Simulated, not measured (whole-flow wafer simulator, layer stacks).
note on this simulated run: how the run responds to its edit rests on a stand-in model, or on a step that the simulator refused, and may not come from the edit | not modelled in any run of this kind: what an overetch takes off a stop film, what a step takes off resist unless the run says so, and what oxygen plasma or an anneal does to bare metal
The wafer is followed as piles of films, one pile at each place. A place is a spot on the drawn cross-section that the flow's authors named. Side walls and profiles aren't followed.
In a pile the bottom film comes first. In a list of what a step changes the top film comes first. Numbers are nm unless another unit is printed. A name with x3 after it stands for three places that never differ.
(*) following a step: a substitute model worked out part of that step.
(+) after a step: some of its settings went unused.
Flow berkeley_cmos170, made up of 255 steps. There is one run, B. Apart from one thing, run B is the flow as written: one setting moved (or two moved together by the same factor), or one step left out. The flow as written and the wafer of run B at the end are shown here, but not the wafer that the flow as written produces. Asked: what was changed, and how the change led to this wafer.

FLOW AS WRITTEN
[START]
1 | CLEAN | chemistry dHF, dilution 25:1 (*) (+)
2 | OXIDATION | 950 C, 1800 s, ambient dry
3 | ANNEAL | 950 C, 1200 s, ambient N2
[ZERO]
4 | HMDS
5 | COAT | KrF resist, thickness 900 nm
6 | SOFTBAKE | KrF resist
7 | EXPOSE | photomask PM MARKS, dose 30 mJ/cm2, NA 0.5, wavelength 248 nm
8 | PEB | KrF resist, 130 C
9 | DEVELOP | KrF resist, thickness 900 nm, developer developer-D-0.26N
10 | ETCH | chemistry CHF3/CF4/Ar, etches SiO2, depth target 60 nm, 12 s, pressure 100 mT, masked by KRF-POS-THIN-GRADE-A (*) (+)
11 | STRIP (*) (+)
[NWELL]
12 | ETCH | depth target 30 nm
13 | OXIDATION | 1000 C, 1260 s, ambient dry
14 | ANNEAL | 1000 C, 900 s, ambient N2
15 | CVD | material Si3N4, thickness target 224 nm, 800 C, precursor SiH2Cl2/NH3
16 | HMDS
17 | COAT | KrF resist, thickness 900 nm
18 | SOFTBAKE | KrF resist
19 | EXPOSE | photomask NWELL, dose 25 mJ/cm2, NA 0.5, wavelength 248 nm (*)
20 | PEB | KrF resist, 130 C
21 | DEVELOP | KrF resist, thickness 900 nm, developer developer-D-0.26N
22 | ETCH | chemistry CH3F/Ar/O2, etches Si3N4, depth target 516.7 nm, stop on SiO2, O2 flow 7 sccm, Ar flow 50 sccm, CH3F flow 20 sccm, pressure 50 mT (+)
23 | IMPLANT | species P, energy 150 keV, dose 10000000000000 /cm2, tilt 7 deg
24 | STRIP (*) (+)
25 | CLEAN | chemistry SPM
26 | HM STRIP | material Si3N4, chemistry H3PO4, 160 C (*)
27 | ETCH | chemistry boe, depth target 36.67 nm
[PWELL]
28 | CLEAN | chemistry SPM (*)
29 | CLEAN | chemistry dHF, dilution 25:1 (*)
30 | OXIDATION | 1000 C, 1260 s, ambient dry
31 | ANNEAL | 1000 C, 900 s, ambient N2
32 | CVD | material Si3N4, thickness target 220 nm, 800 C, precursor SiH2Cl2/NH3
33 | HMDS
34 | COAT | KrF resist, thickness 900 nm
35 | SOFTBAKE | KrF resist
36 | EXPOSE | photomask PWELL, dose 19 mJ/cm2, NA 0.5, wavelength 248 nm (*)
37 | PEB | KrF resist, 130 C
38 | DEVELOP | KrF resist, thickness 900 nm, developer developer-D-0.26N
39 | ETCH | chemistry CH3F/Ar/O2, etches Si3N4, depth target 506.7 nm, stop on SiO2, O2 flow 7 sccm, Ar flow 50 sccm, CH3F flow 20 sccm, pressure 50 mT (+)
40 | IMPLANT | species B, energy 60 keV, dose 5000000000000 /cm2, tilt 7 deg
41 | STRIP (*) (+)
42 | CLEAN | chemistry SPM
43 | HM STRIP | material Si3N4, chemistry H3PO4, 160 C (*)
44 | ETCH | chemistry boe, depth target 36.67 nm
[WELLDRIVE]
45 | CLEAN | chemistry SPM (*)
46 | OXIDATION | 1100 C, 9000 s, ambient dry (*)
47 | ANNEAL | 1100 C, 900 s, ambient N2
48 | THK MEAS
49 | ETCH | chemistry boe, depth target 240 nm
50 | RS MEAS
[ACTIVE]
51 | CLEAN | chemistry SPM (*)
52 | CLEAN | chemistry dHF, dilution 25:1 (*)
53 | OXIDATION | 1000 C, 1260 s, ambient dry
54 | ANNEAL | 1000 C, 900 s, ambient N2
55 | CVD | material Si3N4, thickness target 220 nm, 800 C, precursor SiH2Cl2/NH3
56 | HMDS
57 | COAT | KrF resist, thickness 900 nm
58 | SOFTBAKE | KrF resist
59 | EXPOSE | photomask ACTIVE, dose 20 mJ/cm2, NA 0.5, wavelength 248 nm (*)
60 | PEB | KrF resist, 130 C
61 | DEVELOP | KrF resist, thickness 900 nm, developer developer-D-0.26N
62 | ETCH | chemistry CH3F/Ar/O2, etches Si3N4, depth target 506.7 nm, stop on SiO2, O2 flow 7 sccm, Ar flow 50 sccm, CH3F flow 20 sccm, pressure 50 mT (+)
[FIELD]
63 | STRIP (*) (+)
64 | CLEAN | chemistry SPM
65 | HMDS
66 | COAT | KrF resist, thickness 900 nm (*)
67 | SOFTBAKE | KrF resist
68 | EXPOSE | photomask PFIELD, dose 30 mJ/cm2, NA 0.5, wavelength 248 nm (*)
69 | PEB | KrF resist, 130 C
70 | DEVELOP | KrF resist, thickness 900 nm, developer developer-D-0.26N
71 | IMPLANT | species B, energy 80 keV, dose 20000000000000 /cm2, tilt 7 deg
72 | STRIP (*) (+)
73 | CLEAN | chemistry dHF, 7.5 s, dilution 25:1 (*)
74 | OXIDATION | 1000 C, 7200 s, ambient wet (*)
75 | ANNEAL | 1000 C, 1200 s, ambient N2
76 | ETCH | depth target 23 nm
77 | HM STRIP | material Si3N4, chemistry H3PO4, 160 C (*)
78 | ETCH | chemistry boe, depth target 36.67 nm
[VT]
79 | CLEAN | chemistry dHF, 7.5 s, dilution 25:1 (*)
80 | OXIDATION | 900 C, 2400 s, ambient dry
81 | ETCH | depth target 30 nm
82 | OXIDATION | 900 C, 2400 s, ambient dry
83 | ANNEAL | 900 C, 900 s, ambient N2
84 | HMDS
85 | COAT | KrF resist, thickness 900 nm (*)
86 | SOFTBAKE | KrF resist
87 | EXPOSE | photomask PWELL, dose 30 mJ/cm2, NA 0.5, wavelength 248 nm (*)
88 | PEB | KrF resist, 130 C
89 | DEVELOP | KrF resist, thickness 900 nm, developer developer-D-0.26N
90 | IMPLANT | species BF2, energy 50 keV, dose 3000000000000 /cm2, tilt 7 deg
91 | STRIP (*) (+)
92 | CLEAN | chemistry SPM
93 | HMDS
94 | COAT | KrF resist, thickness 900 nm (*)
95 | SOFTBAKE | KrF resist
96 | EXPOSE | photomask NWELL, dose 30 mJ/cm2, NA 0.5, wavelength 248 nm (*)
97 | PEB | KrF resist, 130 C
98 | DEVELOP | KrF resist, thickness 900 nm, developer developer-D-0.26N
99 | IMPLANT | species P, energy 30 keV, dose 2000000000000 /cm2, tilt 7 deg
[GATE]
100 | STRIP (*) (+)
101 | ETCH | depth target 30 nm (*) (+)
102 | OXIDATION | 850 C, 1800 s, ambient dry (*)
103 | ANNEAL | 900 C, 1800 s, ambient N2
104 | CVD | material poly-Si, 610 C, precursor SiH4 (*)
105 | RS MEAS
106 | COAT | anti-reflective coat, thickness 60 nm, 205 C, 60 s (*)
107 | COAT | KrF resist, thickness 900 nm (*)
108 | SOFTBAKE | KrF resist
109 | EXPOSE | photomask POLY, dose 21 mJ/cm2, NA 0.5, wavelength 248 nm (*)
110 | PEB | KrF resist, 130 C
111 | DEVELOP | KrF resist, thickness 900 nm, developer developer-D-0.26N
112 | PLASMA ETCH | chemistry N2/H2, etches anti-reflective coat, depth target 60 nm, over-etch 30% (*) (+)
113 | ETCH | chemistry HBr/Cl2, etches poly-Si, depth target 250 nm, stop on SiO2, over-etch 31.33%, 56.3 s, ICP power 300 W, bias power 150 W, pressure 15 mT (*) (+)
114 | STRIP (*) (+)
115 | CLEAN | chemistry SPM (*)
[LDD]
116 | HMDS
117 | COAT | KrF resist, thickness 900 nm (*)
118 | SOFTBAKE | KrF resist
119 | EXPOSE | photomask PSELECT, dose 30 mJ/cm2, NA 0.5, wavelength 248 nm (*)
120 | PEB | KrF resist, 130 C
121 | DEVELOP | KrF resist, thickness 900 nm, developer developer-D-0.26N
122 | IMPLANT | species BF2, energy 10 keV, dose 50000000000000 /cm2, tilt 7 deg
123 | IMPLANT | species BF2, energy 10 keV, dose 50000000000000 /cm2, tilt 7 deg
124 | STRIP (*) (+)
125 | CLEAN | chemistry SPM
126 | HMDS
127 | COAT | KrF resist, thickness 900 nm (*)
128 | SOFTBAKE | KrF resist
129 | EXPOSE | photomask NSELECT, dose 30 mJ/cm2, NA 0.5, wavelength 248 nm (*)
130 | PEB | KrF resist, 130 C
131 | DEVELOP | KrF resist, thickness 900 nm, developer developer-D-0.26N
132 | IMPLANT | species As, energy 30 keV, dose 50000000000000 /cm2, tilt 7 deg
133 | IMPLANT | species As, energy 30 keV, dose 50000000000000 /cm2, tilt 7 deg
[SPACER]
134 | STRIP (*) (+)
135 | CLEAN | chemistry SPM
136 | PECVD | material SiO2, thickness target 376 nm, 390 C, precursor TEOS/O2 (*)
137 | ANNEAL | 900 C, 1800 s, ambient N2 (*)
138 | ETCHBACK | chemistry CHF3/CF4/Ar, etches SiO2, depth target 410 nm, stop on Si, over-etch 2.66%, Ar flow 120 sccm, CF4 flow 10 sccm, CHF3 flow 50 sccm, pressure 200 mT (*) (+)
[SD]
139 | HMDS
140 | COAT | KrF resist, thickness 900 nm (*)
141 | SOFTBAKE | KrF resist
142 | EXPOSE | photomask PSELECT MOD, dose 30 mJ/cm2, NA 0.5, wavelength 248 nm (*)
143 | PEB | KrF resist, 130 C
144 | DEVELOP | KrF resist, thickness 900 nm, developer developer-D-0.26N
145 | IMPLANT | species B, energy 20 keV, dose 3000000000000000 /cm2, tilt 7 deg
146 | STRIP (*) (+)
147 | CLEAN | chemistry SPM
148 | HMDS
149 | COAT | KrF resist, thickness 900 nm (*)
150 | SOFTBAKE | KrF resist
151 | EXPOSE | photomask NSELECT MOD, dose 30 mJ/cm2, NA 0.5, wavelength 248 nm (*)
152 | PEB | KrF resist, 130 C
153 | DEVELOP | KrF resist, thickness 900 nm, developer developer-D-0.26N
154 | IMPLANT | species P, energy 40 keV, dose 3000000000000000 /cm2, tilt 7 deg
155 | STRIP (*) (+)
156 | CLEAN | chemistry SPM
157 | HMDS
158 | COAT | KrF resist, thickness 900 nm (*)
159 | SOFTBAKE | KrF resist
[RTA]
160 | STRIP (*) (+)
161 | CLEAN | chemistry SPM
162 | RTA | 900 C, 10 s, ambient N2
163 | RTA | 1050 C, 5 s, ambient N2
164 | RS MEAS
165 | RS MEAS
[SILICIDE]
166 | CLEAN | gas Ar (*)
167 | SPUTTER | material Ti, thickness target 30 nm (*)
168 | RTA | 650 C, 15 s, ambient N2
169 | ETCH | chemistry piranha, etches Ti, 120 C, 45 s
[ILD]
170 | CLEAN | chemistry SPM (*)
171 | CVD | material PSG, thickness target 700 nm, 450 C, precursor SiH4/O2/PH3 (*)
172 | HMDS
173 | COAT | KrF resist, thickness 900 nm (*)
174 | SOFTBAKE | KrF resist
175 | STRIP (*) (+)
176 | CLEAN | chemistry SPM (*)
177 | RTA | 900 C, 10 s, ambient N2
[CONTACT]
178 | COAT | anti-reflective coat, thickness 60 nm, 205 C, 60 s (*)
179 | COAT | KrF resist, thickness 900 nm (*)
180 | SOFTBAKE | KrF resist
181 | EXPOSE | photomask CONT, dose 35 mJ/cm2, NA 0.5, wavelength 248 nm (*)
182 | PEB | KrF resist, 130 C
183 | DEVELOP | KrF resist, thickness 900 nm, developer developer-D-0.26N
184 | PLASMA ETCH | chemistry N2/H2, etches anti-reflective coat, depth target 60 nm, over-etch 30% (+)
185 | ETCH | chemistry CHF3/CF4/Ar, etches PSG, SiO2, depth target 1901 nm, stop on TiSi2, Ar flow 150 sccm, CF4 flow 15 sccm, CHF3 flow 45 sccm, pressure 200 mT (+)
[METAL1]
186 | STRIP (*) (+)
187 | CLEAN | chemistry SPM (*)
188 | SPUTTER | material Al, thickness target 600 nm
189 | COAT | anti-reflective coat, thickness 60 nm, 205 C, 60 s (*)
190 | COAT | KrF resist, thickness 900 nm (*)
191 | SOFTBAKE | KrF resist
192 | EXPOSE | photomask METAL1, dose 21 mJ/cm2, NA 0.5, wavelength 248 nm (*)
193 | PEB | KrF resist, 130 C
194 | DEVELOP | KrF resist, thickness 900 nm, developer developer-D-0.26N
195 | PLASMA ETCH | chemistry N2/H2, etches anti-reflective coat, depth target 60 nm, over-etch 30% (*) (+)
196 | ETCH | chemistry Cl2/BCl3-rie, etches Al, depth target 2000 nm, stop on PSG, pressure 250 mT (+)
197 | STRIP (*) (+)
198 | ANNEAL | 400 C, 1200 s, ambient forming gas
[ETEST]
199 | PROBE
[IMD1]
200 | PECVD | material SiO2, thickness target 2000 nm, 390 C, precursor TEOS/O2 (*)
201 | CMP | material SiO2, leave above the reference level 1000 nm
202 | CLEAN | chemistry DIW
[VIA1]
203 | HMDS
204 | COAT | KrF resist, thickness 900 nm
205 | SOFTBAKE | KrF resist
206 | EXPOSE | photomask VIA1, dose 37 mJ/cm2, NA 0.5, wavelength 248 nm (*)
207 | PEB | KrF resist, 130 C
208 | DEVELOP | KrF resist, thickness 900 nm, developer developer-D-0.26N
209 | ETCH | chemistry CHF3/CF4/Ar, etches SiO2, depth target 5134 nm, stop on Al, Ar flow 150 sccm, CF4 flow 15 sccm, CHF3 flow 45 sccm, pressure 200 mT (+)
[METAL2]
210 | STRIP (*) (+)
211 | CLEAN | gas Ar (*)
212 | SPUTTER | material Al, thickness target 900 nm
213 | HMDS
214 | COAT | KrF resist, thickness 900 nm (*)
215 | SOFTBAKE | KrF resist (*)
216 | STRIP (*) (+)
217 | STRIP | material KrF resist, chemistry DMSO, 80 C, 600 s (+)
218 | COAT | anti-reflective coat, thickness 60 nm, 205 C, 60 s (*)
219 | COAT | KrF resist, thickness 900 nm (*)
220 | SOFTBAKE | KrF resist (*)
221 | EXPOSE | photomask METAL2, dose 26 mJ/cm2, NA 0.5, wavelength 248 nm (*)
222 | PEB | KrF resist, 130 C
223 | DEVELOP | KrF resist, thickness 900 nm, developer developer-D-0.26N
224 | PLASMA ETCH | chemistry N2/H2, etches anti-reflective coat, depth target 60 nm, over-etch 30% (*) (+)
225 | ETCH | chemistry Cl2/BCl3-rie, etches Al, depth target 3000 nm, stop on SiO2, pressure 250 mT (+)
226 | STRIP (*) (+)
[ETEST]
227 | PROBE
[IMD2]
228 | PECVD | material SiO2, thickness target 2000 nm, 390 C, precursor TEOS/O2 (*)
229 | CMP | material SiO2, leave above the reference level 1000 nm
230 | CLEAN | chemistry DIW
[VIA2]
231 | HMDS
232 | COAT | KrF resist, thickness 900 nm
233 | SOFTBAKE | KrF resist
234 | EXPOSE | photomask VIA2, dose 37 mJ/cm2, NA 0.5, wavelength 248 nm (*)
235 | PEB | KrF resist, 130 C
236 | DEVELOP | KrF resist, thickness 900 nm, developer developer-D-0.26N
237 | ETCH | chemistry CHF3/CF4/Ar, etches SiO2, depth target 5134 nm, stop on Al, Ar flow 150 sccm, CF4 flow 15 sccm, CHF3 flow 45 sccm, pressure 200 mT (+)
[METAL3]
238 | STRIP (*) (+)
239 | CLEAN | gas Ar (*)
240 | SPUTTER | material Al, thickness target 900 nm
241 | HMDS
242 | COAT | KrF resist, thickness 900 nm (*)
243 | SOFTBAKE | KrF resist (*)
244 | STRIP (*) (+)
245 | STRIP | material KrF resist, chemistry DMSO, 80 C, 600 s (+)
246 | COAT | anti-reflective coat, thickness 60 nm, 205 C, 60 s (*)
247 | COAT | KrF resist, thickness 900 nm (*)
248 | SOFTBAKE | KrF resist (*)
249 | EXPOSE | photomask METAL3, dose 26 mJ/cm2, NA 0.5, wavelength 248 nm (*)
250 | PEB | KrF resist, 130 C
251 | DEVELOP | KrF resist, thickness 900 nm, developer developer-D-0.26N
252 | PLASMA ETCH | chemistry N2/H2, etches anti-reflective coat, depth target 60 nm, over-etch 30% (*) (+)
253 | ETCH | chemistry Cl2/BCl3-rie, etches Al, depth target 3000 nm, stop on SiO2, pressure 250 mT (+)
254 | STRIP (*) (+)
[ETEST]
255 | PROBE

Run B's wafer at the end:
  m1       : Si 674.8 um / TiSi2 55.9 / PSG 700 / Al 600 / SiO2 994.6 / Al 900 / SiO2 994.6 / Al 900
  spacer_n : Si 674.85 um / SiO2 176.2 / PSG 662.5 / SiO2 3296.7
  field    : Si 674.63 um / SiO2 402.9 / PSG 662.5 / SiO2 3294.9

Cause: step 78, ETCH: depth target 14.23 nm was run, while the flow as written has depth target 36.67 nm.

How this came from the change, step by step:
  78 | ETCH | chemistry boe, depth target 36.67 nm
      sd_n, spacer_n, gate_n and 8 more: SiO2 loses 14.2 (in the flow as written it would be: SiO2 loses 24.6 (all of it))
      field: SiO2 loses 14.2 (in the flow as written it would be: SiO2 loses 36.7)
  79 | CLEAN | chemistry dHF, 7.5 s, dilution 25:1 (*)
      sd_n, spacer_n, gate_n and 8 more: SiO2 loses 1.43 (in the flow as written it would be: nothing)
  80 | OXIDATION | 900 C, 2400 s, ambient dry
      sd_n, spacer_n, gate_n and 8 more: SiO2 gains 12.2, Si loses 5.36 (in the flow as written it would be: SiO2 gains 14.9 (new film), Si loses 6.57)
  81 | ETCH | depth target 30 nm
      sd_n, spacer_n, gate_n and 8 more: SiO2 loses 21.1 (all of it) (in the flow as written it would be: SiO2 loses 14.9 (all of it))
  106 | COAT | anti-reflective coat, thickness 60 nm, 205 C, 60 s (*)
      field: anti-reflective coat gains 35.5 (new film) (in the flow as written it would be: anti-reflective coat gains 34.7 (new film))
      sd_n: anti-reflective coat gains 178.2 (new film) (in the flow as written it would be: anti-reflective coat gains 158.6 (new film))
      (and at 9 other places as well)
  112 | PLASMA ETCH | chemistry N2/H2, etches anti-reflective coat, depth target 60 nm, over-etch 30% (*) (+)
      field: anti-reflective coat loses 35.5 (all of it), poly-Si loses 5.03 (in the flow as written it would be: anti-reflective coat loses 34.7 (all of it), poly-Si loses 4.4)
      sd_n: anti-reflective coat loses 178.2 (all of it), poly-Si loses 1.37 (in the flow as written it would be: anti-reflective coat loses 158.6 (all of it), poly-Si loses 1.22)
      (and at 8 other places as well)
  114 | STRIP (*) (+)
      gate_n: chemical SiO2 gains 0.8 (new film), KrF resist loses 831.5 (all of it), anti-reflective coat loses 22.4 (all of it), poly-Si loses 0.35 (in the flow as written it would be: chemical SiO2 gains 0.8 (new film), KrF resist loses 812.6 (all of it), anti-reflective coat loses 27.3 (all of it), poly-Si loses 0.35)
      gate_p: chemical SiO2 gains 0.8 (new film), KrF resist loses 792.6 (all of it), anti-reflective coat loses 27.1 (all of it), poly-Si loses 0.35 (in the flow as written it would be: chemical SiO2 gains 0.8 (new film), KrF resist loses 782.1 (all of it), anti-reflective coat loses 29.6 (all of it), poly-Si loses 0.35)
  178 | COAT | anti-reflective coat, thickness 60 nm, 205 C, 60 s (*)
      sd_n: anti-reflective coat gains 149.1 (new film) (in the flow as written it would be: anti-reflective coat gains 135.1 (new film))
      spacer_n: anti-reflective coat gains 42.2 (new film) (in the flow as written it would be: anti-reflective coat gains 41.2 (new film))
      (and at 5 other places as well)
  184 | PLASMA ETCH | chemistry N2/H2, etches anti-reflective coat, depth target 60 nm, over-etch 30% (+)
      field, sd_n, spacer_n and 8 more: KrF resist loses 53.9 (in the flow as written it would be: KrF resist loses 52.6)
      contact: anti-reflective coat loses 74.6 (all of it), PSG loses 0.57 (in the flow as written it would be: anti-reflective coat loses 72.8 (all of it), PSG loses 0.56)
  186 | STRIP (*) (+)
      sd_n: KrF resist loses 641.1 (all of it), anti-reflective coat loses 149.1 (all of it) (in the flow as written it would be: KrF resist loses 643.8 (all of it), anti-reflective coat loses 135.1 (all of it))
      spacer_n: KrF resist loses 609.7 (all of it), anti-reflective coat loses 42.2 (all of it) (in the flow as written it would be: KrF resist loses 599.1 (all of it), anti-reflective coat loses 41.2 (all of it))
      (and at 4 other places as well)
  189 | COAT | anti-reflective coat, thickness 60 nm, 205 C, 60 s (*)
      spacer_n: anti-reflective coat gains 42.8 (new film) (in the flow as written it would be: anti-reflective coat gains 41.9 (new film))
      gate_n: anti-reflective coat gains 49.6 (new film) (in the flow as written it would be: anti-reflective coat gains 48 (new film))
      (and at 4 other places as well)
  195 | PLASMA ETCH | chemistry N2/H2, etches anti-reflective coat, depth target 60 nm, over-etch 30% (*) (+)
      contact, m1, via1, m2, via2: KrF resist loses 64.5 (in the flow as written it would be: KrF resist loses 62.5)
      spacer_n: anti-reflective coat loses 42.8 (all of it) (in the flow as written it would be: anti-reflective coat loses 41.9 (all of it))
      (and at 4 other places as well)
  196 | ETCH | chemistry Cl2/BCl3-rie, etches Al, depth target 2000 nm, stop on PSG, pressure 250 mT (+)
      sd_p: Al loses 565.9 (all of it), PSG loses 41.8 (in the flow as written it would be: Al loses 573.8 (all of it), PSG loses 40.8)
  197 | STRIP (*) (+)
      m2: KrF resist loses 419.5 (all of it), anti-reflective coat loses 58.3 (all of it) (in the flow as written it would be: KrF resist loses 412.9 (all of it), anti-reflective coat loses 61.1 (all of it))
  201 | CMP | material SiO2, leave above the reference level 1000 nm
      field: SiO2 loses 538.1 (in the flow as written it would be: SiO2 loses 517)
